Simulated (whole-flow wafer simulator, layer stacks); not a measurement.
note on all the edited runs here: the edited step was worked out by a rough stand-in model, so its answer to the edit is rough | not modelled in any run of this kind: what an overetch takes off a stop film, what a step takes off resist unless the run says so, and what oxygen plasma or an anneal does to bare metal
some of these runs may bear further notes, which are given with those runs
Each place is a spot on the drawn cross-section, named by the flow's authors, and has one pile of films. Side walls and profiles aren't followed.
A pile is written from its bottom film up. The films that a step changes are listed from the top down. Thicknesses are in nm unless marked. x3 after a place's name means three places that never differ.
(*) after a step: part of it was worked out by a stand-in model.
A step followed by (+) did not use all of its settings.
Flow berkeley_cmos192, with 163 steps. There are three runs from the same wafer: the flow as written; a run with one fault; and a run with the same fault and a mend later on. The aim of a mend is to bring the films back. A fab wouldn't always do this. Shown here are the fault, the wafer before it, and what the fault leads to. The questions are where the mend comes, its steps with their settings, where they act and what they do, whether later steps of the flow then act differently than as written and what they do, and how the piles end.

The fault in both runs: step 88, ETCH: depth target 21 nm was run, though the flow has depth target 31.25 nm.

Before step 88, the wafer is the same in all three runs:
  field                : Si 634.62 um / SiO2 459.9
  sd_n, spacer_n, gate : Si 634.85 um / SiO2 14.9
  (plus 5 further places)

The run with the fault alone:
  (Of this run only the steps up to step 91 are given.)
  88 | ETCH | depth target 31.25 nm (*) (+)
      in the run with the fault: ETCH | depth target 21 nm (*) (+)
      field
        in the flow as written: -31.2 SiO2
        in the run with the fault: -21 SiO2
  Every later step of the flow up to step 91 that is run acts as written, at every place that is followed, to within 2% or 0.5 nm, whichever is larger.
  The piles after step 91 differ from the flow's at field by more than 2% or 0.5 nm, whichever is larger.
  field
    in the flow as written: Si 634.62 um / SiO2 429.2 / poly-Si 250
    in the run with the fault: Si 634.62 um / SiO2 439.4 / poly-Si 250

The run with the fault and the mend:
  The mend stands after step 88.
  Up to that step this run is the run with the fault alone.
  88a | ETCH | depth target 10.25 nm (*) (+) (the flow's step 88 again, with other settings)
      field
        -10.2 SiO2
  Every later step of the flow that is run acts as written at every place that is followed.
  By the end, the piles equal the flow's at every place that both follow.
